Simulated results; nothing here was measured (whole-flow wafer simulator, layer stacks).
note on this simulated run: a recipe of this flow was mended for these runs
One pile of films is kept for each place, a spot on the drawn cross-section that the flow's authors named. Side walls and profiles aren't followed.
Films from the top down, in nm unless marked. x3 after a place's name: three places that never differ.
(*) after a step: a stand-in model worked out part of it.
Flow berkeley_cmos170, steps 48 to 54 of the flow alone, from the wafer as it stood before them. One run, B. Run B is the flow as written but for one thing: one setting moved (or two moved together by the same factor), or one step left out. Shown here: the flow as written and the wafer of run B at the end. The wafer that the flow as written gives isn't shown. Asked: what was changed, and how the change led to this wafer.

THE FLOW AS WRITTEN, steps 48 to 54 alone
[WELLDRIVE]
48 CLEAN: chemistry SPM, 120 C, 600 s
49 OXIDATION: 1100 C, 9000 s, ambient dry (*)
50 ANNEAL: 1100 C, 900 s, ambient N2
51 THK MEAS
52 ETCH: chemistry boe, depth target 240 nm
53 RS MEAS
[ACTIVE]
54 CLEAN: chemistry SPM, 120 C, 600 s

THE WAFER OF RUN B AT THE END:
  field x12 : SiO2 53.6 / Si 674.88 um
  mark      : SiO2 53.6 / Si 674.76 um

The cause: step 52, ETCH: depth target 144 nm was run, where the flow has depth target 240 nm.

How the change led to this, step by step:
  52 ETCH: chemistry boe, depth target 240 nm
      field x12, mark: SiO2 -144 (as written it would be: SiO2 -197.6 (all of it))
  54 CLEAN: chemistry SPM, 120 C, 600 s
      field x12, mark: nothing (as written it would be: chemical SiO2 +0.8 (new film), Si -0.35)
